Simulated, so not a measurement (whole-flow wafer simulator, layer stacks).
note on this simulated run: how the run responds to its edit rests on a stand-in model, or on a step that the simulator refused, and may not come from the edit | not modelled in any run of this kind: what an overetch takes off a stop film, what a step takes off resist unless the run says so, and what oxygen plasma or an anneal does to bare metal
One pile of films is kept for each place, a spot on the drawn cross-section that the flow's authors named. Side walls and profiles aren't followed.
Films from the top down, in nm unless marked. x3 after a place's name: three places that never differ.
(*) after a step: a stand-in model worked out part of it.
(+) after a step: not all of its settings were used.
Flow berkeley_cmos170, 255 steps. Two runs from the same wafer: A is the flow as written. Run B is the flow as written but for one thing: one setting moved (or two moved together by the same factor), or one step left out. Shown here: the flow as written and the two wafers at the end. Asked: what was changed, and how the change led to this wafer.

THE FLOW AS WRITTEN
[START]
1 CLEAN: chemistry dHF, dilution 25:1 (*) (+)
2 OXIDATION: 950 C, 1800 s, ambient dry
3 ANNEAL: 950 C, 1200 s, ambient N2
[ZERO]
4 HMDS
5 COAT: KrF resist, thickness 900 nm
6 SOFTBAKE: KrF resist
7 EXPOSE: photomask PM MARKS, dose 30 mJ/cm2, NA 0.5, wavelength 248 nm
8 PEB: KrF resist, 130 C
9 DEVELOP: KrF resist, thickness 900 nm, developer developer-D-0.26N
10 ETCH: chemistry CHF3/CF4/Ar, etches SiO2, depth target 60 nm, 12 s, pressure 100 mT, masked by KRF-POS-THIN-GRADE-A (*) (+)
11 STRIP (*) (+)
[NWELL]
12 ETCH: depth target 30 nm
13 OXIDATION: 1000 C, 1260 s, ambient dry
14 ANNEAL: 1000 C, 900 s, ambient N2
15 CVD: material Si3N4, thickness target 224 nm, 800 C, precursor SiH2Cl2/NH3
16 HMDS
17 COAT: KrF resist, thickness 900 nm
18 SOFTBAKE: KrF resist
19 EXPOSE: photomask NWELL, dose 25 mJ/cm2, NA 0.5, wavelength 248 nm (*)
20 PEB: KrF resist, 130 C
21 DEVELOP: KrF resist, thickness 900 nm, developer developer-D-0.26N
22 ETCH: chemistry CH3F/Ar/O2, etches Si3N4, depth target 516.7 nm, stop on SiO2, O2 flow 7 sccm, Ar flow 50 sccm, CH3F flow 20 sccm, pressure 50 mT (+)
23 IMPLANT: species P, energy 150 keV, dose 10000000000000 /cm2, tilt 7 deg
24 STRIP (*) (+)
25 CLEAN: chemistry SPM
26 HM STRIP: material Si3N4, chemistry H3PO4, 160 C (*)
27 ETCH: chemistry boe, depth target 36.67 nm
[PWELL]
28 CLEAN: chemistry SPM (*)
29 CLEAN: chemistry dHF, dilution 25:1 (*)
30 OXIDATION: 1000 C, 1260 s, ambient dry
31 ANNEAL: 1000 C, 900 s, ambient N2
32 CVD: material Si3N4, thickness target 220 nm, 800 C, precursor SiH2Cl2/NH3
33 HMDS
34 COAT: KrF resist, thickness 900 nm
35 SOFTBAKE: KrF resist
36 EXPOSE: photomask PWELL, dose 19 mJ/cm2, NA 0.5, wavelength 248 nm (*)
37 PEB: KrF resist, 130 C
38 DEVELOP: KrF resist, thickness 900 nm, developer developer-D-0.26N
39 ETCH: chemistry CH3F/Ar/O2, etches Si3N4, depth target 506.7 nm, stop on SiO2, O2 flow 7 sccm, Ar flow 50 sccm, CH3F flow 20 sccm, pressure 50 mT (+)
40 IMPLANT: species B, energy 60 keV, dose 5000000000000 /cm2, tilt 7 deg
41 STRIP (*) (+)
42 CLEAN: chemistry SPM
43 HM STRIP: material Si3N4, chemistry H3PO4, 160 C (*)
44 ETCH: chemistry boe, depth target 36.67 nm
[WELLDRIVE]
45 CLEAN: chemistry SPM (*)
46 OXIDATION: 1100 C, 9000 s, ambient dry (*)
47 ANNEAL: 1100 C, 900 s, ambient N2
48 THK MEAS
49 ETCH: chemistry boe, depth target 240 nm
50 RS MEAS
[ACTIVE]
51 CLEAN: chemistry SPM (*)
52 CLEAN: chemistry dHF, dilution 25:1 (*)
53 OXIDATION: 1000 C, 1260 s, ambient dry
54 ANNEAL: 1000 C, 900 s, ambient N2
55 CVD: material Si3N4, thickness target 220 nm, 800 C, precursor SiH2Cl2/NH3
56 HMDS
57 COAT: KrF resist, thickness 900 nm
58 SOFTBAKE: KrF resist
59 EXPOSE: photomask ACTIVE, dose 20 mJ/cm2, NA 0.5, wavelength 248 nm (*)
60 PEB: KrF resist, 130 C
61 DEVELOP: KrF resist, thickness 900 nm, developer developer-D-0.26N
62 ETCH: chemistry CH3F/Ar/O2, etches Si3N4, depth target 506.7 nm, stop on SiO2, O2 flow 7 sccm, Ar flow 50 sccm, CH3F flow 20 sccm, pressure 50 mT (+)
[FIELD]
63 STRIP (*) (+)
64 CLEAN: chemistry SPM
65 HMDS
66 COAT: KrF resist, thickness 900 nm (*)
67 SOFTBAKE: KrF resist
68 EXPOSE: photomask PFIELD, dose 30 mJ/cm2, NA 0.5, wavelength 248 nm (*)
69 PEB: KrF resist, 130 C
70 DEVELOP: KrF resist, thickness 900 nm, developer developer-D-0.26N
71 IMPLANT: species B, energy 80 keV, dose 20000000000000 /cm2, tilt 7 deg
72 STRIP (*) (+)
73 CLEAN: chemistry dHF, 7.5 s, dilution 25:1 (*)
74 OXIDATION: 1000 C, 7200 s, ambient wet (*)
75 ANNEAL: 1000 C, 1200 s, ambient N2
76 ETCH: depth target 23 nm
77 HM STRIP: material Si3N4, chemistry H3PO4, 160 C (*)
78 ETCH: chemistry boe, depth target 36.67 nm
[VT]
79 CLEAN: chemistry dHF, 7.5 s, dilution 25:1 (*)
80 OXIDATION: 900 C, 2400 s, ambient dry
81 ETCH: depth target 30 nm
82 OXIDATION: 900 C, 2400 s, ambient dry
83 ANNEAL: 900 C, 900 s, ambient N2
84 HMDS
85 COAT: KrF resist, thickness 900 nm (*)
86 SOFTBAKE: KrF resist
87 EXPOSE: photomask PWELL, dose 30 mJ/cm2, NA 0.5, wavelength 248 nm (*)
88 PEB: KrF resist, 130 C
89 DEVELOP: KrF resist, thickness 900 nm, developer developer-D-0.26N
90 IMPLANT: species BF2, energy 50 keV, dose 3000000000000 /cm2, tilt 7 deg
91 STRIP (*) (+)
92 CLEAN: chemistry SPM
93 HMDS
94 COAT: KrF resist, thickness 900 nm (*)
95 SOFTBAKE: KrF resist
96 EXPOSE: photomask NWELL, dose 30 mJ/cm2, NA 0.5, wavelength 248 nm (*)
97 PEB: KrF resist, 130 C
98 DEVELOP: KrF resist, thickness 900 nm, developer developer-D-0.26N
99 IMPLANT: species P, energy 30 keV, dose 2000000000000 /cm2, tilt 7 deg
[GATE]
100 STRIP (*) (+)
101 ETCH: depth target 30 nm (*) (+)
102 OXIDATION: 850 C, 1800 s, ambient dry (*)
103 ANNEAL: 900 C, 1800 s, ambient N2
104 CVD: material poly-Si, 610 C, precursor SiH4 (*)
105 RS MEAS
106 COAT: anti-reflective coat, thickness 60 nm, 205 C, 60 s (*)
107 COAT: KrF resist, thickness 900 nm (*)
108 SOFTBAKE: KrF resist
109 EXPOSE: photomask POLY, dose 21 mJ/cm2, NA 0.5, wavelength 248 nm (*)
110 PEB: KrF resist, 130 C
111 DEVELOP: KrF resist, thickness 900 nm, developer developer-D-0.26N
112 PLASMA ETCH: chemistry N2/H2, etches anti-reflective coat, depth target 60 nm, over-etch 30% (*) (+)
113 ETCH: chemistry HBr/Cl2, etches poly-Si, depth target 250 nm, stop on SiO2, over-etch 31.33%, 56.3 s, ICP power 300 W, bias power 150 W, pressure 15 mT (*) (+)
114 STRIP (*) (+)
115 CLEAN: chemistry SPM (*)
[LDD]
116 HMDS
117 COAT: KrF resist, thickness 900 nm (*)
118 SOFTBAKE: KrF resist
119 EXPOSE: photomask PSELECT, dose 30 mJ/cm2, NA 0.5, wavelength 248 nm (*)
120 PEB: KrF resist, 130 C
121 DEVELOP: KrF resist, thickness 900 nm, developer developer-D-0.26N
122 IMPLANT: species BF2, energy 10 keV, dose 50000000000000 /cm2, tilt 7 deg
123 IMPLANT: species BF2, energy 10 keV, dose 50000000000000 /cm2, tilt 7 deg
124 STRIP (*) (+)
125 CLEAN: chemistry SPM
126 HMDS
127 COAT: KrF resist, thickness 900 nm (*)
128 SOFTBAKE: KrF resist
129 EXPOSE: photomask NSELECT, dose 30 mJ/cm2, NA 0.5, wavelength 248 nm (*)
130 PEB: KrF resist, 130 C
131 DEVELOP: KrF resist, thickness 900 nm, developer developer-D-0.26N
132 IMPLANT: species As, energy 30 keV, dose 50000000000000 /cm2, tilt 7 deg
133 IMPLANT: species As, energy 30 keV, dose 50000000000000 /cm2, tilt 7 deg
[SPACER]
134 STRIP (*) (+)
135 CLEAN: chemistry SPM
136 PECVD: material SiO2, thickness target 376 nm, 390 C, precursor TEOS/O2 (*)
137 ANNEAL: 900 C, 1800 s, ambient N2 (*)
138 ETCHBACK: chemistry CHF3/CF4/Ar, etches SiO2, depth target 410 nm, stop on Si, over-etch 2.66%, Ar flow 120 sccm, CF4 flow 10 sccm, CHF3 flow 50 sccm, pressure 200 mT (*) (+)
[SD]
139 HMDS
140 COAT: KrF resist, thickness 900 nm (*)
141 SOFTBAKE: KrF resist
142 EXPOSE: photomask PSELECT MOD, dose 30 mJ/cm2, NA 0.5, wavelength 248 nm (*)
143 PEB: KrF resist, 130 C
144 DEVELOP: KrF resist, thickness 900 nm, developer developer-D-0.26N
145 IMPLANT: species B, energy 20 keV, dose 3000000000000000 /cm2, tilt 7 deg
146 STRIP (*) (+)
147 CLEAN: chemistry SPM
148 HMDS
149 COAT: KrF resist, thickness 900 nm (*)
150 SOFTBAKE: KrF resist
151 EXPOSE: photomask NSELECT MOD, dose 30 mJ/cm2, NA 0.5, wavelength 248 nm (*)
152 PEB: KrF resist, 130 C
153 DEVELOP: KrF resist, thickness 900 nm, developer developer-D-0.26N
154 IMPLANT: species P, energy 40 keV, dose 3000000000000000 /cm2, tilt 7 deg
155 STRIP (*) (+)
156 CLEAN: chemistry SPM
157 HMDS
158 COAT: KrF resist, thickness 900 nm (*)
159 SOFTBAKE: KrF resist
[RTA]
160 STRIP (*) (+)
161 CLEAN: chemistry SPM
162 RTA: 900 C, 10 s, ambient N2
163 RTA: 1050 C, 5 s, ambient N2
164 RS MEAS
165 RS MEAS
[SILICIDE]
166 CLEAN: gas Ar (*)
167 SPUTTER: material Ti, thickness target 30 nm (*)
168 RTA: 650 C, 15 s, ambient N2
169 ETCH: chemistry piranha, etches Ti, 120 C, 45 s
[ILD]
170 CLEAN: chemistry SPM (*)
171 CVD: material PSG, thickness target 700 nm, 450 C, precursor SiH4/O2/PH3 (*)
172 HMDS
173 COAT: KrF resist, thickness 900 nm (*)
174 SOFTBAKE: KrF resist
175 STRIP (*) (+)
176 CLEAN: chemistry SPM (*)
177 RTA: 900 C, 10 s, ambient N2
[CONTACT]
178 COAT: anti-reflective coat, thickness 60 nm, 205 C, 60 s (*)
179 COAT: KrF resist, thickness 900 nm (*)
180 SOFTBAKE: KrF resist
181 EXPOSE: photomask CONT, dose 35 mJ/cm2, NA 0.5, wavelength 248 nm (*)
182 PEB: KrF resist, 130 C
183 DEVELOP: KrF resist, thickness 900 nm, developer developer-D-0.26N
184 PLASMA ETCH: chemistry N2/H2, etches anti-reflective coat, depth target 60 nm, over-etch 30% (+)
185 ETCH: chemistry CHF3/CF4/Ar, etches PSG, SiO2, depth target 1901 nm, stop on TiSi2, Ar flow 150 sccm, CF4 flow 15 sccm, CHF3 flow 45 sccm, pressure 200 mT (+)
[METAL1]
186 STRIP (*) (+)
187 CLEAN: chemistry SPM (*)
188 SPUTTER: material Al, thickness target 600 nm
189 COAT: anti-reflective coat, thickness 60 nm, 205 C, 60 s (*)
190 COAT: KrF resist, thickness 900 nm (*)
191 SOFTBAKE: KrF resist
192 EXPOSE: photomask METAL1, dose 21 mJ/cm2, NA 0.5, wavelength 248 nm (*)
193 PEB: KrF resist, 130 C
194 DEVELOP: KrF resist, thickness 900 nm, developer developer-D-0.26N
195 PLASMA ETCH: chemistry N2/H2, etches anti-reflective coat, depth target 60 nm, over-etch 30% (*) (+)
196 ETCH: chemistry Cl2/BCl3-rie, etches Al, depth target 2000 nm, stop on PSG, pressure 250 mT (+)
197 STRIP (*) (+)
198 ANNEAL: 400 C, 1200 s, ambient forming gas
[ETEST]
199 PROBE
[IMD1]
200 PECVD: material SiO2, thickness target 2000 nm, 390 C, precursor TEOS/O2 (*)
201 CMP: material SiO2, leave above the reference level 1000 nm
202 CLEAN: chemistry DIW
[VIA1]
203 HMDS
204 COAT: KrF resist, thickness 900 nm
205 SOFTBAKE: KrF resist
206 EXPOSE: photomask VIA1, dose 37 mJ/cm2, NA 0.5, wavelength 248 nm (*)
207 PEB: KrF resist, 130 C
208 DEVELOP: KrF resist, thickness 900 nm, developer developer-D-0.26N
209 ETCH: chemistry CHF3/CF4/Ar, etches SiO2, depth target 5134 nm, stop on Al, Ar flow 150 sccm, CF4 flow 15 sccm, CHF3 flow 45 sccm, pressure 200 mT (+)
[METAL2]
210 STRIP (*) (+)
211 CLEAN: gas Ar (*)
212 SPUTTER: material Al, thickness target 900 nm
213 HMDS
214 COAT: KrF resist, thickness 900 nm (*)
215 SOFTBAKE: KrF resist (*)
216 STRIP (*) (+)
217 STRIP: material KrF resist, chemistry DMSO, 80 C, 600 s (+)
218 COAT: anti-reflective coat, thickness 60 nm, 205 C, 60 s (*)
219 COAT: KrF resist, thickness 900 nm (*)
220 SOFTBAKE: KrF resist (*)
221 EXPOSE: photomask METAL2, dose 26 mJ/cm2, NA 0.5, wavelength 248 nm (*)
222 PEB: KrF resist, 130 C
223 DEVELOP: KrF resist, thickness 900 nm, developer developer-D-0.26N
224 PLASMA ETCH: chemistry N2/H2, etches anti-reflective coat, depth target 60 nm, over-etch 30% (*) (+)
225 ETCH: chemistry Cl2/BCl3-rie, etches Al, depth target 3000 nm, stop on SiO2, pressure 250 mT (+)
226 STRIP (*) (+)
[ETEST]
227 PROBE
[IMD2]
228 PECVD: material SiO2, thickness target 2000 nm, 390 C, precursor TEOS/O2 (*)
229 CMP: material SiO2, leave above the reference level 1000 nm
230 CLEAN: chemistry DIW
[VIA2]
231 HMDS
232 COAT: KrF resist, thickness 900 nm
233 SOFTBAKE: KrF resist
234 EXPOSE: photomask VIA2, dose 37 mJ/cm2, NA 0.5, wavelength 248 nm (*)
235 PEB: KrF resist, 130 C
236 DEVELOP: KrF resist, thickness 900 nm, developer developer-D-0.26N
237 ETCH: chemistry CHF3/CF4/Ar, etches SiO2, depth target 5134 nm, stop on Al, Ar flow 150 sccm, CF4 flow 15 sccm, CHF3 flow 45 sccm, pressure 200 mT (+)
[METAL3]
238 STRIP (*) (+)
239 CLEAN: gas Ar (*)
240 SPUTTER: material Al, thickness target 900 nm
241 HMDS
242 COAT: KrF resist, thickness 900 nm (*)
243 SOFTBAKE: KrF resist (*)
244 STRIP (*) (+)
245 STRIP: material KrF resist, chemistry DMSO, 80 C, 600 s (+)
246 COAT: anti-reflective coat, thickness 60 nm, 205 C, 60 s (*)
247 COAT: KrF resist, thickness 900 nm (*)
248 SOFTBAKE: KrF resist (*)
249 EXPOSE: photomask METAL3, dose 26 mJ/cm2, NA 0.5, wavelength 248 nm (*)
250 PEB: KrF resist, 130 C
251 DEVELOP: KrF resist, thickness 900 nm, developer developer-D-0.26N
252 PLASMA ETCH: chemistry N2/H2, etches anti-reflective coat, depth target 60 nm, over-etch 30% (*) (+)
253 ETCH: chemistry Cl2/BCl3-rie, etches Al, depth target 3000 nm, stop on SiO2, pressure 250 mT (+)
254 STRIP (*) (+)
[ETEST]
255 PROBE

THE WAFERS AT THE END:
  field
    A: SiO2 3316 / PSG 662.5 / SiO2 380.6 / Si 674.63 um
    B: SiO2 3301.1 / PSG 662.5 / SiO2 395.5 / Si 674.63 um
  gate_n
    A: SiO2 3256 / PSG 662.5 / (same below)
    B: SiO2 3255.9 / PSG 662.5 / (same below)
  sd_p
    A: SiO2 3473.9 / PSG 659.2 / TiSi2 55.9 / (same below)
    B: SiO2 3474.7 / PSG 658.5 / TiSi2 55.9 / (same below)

The cause: step 81, ETCH: depth target 15 nm was run, where the flow has depth target 30 nm.

How the change led to this, step by step:
  81 ETCH: depth target 30 nm
      field: A SiO2 -30 | B SiO2 -15
  106 COAT: anti-reflective coat, thickness 60 nm, 205 C, 60 s (*)
      field: A anti-reflective coat +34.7 (new film) | B anti-reflective coat +35.6 (new film)
      sd_n: A anti-reflective coat +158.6 (new film) | B anti-reflective coat +174 (new film)
      (and at 7 more places)
  112 PLASMA ETCH: chemistry N2/H2, etches anti-reflective coat, depth target 60 nm, over-etch 30% (*) (+)
      field: A anti-reflective coat -34.7 (all of it), poly-Si -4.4 | B anti-reflective coat -35.6 (all of it), poly-Si -4.89
      sd_n: A anti-reflective coat -158.6 (all of it), poly-Si -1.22 | B anti-reflective coat -174 (all of it), poly-Si -1.34
      (and at 7 more places)
  114 STRIP (*) (+)
      gate_n: A chemical SiO2 +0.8 (new film), KrF resist -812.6 (all of it), anti-reflective coat -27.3 (all of it), poly-Si -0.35 | B chemical SiO2 +0.8 (new film), KrF resist -826.9 (all of it), anti-reflective coat -23.6 (all of it), poly-Si -0.35
      gate_p: A chemical SiO2 +0.8 (new film), KrF resist -782.1 (all of it), anti-reflective coat -29.6 (all of it), poly-Si -0.35 | B chemical SiO2 +0.8 (new film), KrF resist -789.9 (all of it), anti-reflective coat -27.7 (all of it), poly-Si -0.35
  178 COAT: anti-reflective coat, thickness 60 nm, 205 C, 60 s (*)
      sd_n: A anti-reflective coat +135.1 (new film) | B anti-reflective coat +144.4 (new film)
      gate_n: A anti-reflective coat +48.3 (new film) | B anti-reflective coat +49.3 (new film)
      (and at 1 more place)
  186 STRIP (*) (+)
      sd_n: A KrF resist -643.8 (all of it), anti-reflective coat -135.1 (all of it) | B KrF resist -642.4 (all of it), anti-reflective coat -144.4 (all of it)
      gate_n: A KrF resist -553.1 (all of it), anti-reflective coat -48.3 (all of it) | B KrF resist -560.1 (all of it), anti-reflective coat -49.3 (all of it)
      (and at 1 more place)
  189 COAT: anti-reflective coat, thickness 60 nm, 205 C, 60 s (*)
      gate_n: A anti-reflective coat +48 (new film) | B anti-reflective coat +49 (new film)
      sd_p: A anti-reflective coat +86.5 (new film) | B anti-reflective coat +88.7 (new film)
      (and at 1 more place)
  195 PLASMA ETCH: chemistry N2/H2, etches anti-reflective coat, depth target 60 nm, over-etch 30% (*) (+)
      contact, m1, via1, m2, via2: A KrF resist -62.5 | B KrF resist -64
      gate_n: A anti-reflective coat -48 (all of it) | B anti-reflective coat -49 (all of it)
      (and at 1 more place)
  197 STRIP (*) (+)
      m2: A KrF resist -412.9 (all of it), anti-reflective coat -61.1 (all of it) | B KrF resist -417.6 (all of it), anti-reflective coat -59.1 (all of it)
  201 CMP: material SiO2, leave above the reference level 1000 nm
      field: A SiO2 -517 | B SiO2 -532
